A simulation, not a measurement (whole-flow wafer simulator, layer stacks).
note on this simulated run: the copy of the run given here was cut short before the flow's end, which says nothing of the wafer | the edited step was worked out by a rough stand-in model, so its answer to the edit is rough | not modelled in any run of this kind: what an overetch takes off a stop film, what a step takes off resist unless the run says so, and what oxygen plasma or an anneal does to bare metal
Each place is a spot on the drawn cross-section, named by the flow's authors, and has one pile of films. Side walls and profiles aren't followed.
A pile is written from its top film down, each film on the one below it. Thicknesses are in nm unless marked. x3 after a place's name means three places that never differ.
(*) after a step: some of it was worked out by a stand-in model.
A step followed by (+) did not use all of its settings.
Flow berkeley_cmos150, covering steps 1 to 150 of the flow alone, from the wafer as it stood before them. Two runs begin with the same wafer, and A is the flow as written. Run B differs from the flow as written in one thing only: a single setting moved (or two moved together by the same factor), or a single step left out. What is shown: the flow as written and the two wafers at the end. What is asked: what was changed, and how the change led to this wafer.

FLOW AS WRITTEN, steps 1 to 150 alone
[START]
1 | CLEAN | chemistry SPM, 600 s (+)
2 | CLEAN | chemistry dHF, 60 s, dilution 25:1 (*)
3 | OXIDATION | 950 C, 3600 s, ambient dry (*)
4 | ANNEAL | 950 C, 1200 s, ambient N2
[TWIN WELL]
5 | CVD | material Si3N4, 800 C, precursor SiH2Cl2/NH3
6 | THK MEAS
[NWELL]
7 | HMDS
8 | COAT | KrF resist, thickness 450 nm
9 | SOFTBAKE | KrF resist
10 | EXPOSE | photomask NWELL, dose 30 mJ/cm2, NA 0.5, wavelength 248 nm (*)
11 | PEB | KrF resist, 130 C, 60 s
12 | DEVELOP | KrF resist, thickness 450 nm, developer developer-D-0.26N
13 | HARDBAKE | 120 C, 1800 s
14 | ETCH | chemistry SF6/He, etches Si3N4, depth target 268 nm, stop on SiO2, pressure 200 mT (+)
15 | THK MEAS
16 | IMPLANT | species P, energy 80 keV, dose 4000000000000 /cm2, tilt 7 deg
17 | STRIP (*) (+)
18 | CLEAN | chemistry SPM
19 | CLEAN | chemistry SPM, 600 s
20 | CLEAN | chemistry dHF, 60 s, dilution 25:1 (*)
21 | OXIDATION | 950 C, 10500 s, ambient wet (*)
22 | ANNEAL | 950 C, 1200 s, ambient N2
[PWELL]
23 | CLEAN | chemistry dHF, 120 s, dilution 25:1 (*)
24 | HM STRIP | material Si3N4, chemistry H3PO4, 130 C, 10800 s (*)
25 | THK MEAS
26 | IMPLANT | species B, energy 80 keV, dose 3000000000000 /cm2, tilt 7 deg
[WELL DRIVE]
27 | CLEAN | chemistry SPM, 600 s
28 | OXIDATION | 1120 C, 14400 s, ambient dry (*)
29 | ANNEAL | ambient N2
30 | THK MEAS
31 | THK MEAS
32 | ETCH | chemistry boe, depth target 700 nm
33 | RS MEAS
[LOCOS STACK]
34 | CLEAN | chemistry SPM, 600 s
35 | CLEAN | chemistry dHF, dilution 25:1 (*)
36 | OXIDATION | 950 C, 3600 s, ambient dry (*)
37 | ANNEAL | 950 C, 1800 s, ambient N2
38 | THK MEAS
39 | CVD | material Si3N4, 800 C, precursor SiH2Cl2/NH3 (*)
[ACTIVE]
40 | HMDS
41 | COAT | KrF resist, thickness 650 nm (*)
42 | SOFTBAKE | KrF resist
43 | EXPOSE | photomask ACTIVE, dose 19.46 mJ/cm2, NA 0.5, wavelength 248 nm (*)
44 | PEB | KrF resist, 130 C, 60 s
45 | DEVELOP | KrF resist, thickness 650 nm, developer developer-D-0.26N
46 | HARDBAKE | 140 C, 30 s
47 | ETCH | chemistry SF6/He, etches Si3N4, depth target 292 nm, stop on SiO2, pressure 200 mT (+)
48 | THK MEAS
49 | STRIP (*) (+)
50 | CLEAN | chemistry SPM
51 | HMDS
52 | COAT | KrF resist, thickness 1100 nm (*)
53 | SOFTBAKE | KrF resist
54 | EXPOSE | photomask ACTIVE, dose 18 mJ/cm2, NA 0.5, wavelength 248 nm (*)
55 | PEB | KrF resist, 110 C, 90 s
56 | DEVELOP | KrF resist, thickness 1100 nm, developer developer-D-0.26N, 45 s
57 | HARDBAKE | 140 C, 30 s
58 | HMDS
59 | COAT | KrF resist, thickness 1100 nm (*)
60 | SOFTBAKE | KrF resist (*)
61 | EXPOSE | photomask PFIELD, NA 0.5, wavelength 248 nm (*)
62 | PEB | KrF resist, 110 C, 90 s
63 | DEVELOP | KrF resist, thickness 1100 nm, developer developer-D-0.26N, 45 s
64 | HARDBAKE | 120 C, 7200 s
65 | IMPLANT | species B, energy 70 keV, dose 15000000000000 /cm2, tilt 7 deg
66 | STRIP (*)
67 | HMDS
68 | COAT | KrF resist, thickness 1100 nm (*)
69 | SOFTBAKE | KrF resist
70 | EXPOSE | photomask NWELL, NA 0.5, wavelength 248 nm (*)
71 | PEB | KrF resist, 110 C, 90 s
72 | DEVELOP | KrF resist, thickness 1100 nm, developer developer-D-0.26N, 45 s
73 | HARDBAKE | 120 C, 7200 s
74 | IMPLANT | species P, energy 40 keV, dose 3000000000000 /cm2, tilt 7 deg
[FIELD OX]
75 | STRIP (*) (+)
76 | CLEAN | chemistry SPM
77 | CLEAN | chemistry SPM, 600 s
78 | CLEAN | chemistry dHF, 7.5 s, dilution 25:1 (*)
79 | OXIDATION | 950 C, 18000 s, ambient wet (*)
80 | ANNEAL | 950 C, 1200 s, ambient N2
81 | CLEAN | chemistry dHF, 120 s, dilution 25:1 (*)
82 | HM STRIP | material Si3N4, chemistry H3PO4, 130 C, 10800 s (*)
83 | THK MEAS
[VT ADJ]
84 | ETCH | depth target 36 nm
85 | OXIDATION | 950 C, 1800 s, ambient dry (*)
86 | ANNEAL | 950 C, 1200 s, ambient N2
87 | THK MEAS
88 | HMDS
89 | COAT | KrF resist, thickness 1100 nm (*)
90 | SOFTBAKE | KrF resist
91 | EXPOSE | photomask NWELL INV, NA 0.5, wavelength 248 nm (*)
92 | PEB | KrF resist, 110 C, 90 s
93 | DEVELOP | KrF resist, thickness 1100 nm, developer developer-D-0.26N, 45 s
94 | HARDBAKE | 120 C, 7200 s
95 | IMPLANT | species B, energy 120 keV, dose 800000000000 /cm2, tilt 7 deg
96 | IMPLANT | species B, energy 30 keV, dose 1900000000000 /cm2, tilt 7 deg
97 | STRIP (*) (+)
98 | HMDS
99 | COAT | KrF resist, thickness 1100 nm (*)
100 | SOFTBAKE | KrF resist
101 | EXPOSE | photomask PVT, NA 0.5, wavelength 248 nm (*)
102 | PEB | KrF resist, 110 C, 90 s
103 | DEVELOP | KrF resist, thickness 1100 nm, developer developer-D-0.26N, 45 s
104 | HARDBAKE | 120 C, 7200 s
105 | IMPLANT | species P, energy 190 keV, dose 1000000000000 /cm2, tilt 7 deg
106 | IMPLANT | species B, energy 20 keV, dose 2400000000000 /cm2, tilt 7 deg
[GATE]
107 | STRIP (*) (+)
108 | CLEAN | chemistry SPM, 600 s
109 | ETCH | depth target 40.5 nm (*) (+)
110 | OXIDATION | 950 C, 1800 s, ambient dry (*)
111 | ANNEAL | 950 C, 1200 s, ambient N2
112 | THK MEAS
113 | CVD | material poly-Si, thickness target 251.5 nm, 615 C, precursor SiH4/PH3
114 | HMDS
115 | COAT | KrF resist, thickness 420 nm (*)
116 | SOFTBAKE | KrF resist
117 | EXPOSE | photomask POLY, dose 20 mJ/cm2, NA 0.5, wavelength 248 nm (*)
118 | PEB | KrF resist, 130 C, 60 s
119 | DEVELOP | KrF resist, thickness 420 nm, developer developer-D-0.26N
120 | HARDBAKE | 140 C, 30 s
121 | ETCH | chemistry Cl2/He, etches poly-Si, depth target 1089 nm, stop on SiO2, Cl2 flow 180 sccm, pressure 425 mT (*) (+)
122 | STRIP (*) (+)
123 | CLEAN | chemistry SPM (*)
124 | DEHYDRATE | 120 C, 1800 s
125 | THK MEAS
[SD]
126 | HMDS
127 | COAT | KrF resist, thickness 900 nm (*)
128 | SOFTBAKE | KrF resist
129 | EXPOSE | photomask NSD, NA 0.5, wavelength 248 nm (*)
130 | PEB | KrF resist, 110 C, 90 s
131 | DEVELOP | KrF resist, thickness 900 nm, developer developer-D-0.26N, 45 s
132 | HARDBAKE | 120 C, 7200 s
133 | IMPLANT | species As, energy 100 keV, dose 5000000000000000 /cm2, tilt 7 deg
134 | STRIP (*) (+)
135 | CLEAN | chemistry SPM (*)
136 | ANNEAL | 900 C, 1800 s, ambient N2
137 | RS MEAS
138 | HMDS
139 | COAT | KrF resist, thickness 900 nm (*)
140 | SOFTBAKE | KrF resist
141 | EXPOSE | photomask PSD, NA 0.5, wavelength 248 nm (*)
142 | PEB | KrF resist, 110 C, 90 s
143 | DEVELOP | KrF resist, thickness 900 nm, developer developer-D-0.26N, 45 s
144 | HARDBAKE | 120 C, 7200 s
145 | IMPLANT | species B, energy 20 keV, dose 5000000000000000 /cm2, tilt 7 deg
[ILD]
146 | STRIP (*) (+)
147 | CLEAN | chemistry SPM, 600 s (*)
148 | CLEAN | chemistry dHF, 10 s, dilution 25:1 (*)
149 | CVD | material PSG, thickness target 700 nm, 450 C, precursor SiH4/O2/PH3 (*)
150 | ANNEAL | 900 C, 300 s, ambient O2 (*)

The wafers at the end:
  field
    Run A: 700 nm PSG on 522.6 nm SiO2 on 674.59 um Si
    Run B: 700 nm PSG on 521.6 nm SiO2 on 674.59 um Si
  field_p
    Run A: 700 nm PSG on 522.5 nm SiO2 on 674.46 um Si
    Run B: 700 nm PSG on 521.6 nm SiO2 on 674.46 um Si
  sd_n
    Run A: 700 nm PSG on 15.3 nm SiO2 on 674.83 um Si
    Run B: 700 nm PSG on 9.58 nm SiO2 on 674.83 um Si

What caused this: step 110, OXIDATION: 917 C was run, whereas the flow has 950 C.

Step by step, how the change led to this:
  110 | OXIDATION | 950 C, 1800 s, ambient dry (*)
      sd_n, gate_n, sd_p, gate_p, contact, m1: A SiO2 gains 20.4 (new film), Si loses 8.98 | B SiO2 gains 14.7 (new film), Si loses 6.46
      field, field_p: A SiO2 gains 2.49, Si loses 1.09 | B SiO2 gains 1.53, Si loses 0.67
